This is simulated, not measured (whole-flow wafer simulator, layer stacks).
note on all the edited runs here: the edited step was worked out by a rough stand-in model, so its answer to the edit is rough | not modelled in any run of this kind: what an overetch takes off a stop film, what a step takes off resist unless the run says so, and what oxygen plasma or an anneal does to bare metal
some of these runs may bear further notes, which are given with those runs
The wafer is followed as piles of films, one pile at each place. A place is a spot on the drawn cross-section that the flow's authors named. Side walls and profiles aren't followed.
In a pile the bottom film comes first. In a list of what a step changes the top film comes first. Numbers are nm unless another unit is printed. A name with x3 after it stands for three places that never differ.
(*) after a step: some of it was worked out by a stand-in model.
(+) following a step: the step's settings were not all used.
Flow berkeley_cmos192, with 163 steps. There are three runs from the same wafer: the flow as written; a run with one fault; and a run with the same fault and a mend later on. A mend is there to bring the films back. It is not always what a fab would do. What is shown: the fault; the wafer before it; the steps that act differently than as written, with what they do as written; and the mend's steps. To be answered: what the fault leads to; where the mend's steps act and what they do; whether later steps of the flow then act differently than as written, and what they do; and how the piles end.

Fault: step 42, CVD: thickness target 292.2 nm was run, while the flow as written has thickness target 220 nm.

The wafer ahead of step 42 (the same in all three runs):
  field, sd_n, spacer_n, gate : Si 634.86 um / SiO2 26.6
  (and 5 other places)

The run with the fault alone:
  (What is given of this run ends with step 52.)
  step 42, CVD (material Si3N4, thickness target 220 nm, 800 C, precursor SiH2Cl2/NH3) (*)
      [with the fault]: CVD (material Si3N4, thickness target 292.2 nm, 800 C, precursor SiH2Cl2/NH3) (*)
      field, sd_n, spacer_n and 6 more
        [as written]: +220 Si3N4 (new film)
        [with the fault]: +292.2 Si3N4 (new film)
  Steps further on in the flow that do not act as written:
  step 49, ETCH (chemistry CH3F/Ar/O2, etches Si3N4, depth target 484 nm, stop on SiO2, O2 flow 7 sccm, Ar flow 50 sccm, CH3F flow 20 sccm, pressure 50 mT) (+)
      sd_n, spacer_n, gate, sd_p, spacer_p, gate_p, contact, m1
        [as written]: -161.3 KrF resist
        [with the fault]: -209.5 KrF resist
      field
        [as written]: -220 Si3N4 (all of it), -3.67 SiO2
        [with the fault]: -292.2 Si3N4 (all of it), -3.67 SiO2
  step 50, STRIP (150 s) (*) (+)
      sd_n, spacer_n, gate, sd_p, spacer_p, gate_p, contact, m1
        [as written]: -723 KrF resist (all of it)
        [with the fault]: -674.9 KrF resist (all of it)
  After step 52, at sd_n, spacer_n, gate, sd_p, spacer_p, gate_p, contact, m1, the piles differ from the flow's by more than 2% or 0.5 nm, whichever is larger.
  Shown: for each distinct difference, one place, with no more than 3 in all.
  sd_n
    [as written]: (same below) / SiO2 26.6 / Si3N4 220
    [with the fault]: (same below) / SiO2 26.6 / Si3N4 292.2

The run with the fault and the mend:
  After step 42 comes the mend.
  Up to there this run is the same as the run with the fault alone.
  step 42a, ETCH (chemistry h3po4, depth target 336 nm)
      field, sd_n, spacer_n and 6 more
        -292.2 Si3N4 (all of it)
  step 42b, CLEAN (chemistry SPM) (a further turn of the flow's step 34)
      does not change any film at any place that is followed
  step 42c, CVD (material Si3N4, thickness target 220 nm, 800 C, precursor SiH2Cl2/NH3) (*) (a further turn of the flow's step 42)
      field, sd_n, spacer_n and 6 more
        +220 Si3N4 (new film)
  Every later step of the flow that is run acts as written at every place that is followed.
  At every place that both follow, the piles at the end match the flow's.
